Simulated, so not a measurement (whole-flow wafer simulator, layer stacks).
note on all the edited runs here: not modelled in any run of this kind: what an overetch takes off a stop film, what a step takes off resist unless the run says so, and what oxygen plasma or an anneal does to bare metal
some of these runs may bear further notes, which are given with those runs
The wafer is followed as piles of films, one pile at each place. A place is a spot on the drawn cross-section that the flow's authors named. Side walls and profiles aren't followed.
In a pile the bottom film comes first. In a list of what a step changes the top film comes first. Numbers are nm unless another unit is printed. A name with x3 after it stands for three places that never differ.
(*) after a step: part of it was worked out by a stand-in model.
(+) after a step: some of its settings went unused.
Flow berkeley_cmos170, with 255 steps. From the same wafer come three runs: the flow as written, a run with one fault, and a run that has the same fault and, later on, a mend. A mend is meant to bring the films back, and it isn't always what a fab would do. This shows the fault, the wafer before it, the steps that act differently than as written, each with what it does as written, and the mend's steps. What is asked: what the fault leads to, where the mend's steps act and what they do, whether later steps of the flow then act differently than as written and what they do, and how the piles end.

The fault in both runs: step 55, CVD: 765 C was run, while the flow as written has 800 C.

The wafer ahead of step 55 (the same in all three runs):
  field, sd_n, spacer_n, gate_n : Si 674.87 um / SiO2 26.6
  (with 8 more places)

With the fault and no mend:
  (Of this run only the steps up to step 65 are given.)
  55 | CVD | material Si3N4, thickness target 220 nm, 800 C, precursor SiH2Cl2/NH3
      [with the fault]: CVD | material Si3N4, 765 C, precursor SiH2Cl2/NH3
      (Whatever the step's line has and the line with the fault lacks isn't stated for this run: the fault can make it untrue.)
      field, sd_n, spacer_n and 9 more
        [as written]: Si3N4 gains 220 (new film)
        [with the fault]: Si3N4 gains 142 (new film)
  Later steps of the flow acting differently than as written:
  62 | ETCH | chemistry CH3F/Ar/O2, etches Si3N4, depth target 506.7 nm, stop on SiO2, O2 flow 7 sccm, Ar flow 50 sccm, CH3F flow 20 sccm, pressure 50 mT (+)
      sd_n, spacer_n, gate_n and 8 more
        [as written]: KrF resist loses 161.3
        [with the fault]: KrF resist loses 109.3
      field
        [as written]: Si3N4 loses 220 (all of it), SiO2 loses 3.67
        [with the fault]: Si3N4 loses 142 (all of it), SiO2 loses 3.67
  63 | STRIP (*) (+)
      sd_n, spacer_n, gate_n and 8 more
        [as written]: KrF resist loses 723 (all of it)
        [with the fault]: KrF resist loses 775 (all of it)
  After step 65, at sd_n, spacer_n, gate_n and 8 more, the piles differ from the flow's by more than 2% or 0.5 nm, whichever is larger.
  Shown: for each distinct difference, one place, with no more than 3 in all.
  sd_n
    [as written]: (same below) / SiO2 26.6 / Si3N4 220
    [with the fault]: (same below) / SiO2 26.6 / Si3N4 142

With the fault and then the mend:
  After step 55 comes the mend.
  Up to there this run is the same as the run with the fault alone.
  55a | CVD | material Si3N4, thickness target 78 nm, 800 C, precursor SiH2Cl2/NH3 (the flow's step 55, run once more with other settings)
      field, sd_n, spacer_n and 9 more
        Si3N4 gains 78
  Every later step of the flow that is run acts as written, at every place that is followed, to within 2% or 0.5 nm, whichever is larger.
  By the end, the piles equal the flow's at every place that both follow.
